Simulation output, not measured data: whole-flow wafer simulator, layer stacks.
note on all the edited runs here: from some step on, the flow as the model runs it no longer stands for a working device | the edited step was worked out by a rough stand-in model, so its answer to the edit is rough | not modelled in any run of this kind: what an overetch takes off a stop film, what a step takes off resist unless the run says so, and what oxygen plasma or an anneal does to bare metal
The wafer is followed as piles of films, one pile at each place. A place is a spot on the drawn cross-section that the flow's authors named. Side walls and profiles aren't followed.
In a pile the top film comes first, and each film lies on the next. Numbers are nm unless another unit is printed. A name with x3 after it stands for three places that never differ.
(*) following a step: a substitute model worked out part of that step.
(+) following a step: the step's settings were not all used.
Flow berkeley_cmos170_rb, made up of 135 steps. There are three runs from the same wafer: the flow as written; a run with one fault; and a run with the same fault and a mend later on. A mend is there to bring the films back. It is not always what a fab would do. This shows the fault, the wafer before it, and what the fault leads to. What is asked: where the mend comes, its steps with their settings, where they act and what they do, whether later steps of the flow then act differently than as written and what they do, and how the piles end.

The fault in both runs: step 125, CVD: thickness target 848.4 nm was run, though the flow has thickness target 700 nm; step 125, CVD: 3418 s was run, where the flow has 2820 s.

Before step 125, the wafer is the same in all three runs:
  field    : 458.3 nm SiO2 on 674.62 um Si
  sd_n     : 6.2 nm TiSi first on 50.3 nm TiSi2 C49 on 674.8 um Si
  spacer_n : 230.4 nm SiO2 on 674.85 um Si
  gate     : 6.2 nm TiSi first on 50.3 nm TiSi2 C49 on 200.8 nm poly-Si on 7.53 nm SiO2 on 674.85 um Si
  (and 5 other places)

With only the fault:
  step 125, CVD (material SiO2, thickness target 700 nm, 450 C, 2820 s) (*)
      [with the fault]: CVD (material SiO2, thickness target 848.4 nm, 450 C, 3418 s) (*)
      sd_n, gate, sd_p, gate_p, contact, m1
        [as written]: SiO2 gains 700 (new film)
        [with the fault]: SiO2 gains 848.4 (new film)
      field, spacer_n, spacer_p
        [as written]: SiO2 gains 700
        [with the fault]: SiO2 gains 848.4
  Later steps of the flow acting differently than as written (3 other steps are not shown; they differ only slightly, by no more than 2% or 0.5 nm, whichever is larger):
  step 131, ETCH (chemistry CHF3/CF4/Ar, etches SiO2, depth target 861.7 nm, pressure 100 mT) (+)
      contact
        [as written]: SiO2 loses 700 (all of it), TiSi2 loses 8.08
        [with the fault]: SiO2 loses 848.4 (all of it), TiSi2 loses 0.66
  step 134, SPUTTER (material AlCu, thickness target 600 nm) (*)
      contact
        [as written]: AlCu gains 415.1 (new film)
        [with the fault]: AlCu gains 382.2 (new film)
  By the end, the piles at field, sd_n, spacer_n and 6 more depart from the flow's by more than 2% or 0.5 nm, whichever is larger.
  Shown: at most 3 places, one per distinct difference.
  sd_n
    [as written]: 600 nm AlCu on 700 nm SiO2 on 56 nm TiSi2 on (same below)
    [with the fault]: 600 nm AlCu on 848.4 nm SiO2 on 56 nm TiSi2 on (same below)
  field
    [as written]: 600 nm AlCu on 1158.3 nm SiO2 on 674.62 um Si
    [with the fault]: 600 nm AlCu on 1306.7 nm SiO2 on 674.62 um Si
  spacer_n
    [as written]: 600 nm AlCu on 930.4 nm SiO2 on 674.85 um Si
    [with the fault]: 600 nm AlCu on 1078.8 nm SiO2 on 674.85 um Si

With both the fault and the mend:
  The mend follows step 125.
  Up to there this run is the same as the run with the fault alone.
  step 125a, ETCH (chemistry boe, depth target 147.2 nm)
      field, sd_n, spacer_n and 6 more
        SiO2 loses 147.2
  None of the later steps of the flow differs from how it acts as written, at any place that is followed, by more than 2% or 0.5 nm, whichever is larger.
  When the end is reached, the piles differ only a little from the flow's at the places that both follow, at most by 2% or 0.5 nm, whichever is larger.
